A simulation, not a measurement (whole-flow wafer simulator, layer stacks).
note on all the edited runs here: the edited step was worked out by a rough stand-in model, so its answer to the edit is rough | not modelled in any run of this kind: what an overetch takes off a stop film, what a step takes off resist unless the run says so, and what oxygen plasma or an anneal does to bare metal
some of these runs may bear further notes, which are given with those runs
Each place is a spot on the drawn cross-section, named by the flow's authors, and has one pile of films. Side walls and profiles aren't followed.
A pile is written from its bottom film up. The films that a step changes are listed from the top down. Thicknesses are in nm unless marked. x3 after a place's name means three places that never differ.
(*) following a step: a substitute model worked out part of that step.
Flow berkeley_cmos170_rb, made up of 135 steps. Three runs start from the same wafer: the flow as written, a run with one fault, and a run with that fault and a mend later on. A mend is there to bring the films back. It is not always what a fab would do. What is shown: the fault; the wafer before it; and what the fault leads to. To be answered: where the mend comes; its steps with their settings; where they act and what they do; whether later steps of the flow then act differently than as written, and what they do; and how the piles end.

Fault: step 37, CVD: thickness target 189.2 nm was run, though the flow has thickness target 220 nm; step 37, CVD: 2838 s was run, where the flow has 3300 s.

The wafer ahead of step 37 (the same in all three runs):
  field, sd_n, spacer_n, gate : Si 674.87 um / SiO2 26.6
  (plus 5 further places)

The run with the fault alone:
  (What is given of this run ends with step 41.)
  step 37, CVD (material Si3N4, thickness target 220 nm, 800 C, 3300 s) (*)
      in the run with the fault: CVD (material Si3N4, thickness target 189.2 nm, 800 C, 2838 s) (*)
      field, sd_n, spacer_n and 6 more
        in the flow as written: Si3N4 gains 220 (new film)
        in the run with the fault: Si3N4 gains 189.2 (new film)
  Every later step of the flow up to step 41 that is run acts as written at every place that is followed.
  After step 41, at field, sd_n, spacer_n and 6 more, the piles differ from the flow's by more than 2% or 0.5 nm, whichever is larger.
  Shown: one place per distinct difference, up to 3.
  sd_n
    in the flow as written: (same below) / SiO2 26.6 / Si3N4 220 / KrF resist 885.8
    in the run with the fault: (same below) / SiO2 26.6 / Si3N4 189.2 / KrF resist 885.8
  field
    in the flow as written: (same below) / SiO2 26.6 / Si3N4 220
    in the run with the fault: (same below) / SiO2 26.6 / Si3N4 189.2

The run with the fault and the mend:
  The mend follows step 37.
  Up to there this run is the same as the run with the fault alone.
  step 37a, ETCH (chemistry h3po4, depth target 217.7 nm) (the flow's step 30, run once more with other settings)
      field, sd_n, spacer_n and 6 more
        Si3N4 loses 189.2 (all of it)
  step 37b, CLEAN (*)
      alters no film at any place that is followed
  step 37c, CVD (material Si3N4, thickness target 220 nm, 800 C, 3300 s) (*) (the flow's step 37, run once more)
      field, sd_n, spacer_n and 6 more
        Si3N4 gains 220 (new film)
  Every later step of the flow that is run acts as written at every place that is followed.
  At every place that both follow, the piles at the end match the flow's.
